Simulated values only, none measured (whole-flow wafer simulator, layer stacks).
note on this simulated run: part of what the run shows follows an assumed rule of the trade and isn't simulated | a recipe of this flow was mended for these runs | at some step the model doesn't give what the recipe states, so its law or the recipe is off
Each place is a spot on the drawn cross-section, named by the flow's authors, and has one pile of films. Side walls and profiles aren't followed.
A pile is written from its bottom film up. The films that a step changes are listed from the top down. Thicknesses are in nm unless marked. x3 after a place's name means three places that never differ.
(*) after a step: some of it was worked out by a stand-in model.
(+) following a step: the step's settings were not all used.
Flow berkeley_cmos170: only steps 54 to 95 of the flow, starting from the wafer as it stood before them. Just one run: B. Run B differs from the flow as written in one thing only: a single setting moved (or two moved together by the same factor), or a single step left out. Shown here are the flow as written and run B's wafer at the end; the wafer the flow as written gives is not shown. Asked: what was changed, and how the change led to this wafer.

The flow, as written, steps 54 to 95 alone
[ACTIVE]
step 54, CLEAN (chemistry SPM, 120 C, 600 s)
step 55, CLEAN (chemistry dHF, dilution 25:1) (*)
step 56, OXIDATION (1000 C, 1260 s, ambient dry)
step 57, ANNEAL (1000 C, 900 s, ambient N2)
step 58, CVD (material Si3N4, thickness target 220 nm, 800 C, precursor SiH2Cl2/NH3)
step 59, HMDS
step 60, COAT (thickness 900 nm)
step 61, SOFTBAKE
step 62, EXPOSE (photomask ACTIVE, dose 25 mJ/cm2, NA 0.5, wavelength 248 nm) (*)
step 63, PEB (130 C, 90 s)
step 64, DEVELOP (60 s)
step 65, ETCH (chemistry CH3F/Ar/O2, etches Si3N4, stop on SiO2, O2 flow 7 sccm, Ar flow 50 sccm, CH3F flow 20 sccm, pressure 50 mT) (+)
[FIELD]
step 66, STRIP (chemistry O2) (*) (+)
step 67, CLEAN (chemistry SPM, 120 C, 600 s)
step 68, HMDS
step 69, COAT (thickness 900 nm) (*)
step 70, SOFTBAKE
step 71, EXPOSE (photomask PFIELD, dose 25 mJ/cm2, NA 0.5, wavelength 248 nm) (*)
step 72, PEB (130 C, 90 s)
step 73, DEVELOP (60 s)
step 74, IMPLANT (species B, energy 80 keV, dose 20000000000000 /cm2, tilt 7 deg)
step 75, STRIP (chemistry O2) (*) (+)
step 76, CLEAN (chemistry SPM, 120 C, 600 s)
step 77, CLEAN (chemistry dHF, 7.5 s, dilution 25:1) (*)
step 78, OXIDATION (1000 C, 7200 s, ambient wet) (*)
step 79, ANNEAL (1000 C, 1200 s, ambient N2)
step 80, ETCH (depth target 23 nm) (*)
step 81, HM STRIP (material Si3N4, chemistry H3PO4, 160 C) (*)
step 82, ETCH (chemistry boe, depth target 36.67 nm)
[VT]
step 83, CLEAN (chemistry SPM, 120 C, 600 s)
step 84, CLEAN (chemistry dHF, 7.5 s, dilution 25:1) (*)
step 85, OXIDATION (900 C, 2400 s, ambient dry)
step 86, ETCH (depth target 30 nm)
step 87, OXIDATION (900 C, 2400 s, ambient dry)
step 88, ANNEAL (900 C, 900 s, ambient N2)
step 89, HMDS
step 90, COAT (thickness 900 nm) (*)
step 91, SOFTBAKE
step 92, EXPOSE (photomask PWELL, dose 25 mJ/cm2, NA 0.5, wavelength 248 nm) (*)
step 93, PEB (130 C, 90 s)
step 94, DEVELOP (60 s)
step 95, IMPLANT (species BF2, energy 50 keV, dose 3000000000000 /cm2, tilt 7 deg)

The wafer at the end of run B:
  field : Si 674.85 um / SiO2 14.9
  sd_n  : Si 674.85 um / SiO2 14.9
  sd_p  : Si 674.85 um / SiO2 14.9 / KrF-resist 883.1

What caused this: step 65, ETCH: chemistry CH3F/Ar/O2, etches Si3N4, stop on SiO2, O2 flow 7 sccm, Ar flow 50 sccm, CH3F flow 20 sccm, pressure 50 mT (+), was skipped.

How this came from the change, step by step:
  step 66, STRIP (chemistry O2) (*) (+)
      mark, sd_n, spacer_n and 9 more: -883.1 KrF-resist (all of it) (as written it would have been: -721.7 KrF-resist (all of it))
  step 69, COAT (thickness 900 nm) (*)
      field: +900 KrF-resist (new film) (as written it would have been: +957.2 KrF-resist (new film))
      sd_n: +900 KrF-resist (new film) (as written it would have been: +784.1 KrF-resist (new film))
      (as well as at 10 more places)
  step 73, DEVELOP (60 s)
      field: -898 KrF-resist (all of it) (as written it would have been: -955 KrF-resist (all of it))
  step 75, STRIP (chemistry O2) (*) (+)
      sd_n: -883.1 KrF-resist (all of it) (as written it would have been: -767.4 KrF-resist (all of it))
      spacer_n: -883.1 KrF-resist (all of it) (as written it would have been: -803.4 KrF-resist (all of it))
      (as well as at 9 more places)
  step 77, CLEAN (chemistry dHF, 7.5 s, dilution 25:1) (*)
      field: -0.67 Si3N4 (as written it would have been: -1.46 SiO2)
  step 78, OXIDATION (1000 C, 7200 s, ambient wet) (*)
      sd_n, sd_p: +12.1 SiO2 (new film), -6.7 Si3N4 (as written it would have been: +12.1 SiO2 (new film), -6.7 Si3N4, +0.07 SiO2, -0.07 Si)
      field: +12.1 SiO2 (new film), -6.7 Si3N4 (as written it would have been: +542 SiO2, -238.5 Si)
  step 80, ETCH (depth target 23 nm) (*)
      field: -12.1 SiO2 (all of it), -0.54 Si3N4 (as written it would have been: -23 SiO2)
  step 81, HM STRIP (material Si3N4, chemistry H3PO4, 160 C) (*)
      field: -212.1 Si3N4 (all of it), -11.1 SiO2 (as written it would have been: -17.7 SiO2)
  step 82, ETCH (chemistry boe, depth target 36.67 nm)
      field: -15.5 SiO2 (all of it) (as written it would have been: -36.7 SiO2)
  step 83, CLEAN (chemistry SPM, 120 C, 600 s)
      field: +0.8 chemical SiO2 (new film), -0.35 Si (as written it would have been: nothing)
  step 84, CLEAN (chemistry dHF, 7.5 s, dilution 25:1) (*)
      field: -0.8 chemical SiO2 (all of it) (as written it would have been: -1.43 SiO2)
  step 85, OXIDATION (900 C, 2400 s, ambient dry)
      field: +14.9 SiO2 (new film), -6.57 Si (as written it would have been: +1.6 SiO2, -0.71 Si)
  step 86, ETCH (depth target 30 nm)
      field: -14.9 SiO2 (all of it) (as written it would have been: -30 SiO2)
  step 87, OXIDATION (900 C, 2400 s, ambient dry)
      field: +14.9 SiO2 (new film), -6.57 Si (as written it would have been: +1.68 SiO2, -0.74 Si)
  step 90, COAT (thickness 900 nm) (*)
      field: +900 KrF-resist (new film) (as written it would have been: +840.6 KrF-resist (new film))
      sd_n: +900 KrF-resist (new film) (as written it would have been: +1004.6 KrF-resist (new film))
      (as well as at 10 more places)
  step 94, DEVELOP (60 s)
      field: -898 KrF-resist (all of it) (as written it would have been: -838.8 KrF-resist (all of it))
      sd_n: -898 KrF-resist (all of it) (as written it would have been: -1002.3 KrF-resist (all of it))
      (as well as at 7 more places)
